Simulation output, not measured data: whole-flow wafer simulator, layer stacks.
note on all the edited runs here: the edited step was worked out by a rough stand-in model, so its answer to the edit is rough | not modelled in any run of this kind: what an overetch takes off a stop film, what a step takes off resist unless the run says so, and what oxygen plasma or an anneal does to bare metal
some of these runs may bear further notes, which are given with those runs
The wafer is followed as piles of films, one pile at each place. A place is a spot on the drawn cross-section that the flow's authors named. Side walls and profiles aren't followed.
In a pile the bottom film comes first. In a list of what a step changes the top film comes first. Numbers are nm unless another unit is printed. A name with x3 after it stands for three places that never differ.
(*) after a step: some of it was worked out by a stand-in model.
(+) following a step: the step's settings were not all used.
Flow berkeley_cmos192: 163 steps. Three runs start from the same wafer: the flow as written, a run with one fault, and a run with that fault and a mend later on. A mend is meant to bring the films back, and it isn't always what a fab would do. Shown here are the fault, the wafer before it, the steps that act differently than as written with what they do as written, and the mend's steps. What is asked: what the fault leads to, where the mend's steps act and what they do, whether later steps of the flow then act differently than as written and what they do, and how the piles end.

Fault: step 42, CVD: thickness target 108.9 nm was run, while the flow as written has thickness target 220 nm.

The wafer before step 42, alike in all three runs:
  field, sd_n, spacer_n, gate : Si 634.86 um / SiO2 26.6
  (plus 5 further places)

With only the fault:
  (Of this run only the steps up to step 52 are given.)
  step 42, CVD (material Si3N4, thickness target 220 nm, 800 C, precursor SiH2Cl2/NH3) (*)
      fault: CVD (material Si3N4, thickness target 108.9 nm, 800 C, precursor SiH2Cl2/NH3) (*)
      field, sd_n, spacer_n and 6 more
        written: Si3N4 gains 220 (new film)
        fault: Si3N4 gains 108.9 (new film)
  Later steps of the flow acting differently than as written:
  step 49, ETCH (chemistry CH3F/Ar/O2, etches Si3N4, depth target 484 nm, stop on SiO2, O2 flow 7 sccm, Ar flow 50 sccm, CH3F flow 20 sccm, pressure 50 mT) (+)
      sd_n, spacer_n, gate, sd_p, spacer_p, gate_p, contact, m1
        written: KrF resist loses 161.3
        fault: KrF resist loses 87.3
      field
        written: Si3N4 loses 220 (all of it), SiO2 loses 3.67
        fault: Si3N4 loses 108.9 (all of it), SiO2 loses 3.67
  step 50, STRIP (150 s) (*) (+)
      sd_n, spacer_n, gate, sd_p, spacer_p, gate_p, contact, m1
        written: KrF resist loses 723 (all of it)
        fault: KrF resist loses 797.1 (all of it)
  After step 52, at sd_n, spacer_n, gate, sd_p, spacer_p, gate_p, contact, m1, the piles differ from the flow's by more than 2% or 0.5 nm, whichever is larger.
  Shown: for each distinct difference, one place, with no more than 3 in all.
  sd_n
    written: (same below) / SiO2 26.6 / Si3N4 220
    fault: (same below) / SiO2 26.6 / Si3N4 108.9

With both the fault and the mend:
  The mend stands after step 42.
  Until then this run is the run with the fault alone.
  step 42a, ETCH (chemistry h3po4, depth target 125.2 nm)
      field, sd_n, spacer_n and 6 more
        Si3N4 loses 108.9 (all of it)
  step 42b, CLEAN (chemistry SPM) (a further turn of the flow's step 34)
      leaves every film unchanged at each place that is followed
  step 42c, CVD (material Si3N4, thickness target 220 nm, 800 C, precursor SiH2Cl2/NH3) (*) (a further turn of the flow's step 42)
      field, sd_n, spacer_n and 6 more
        Si3N4 gains 220 (new film)
  None of the later steps of the flow acts differently than as written at any place that is followed.
  By the end, the piles equal the flow's at every place that both follow.
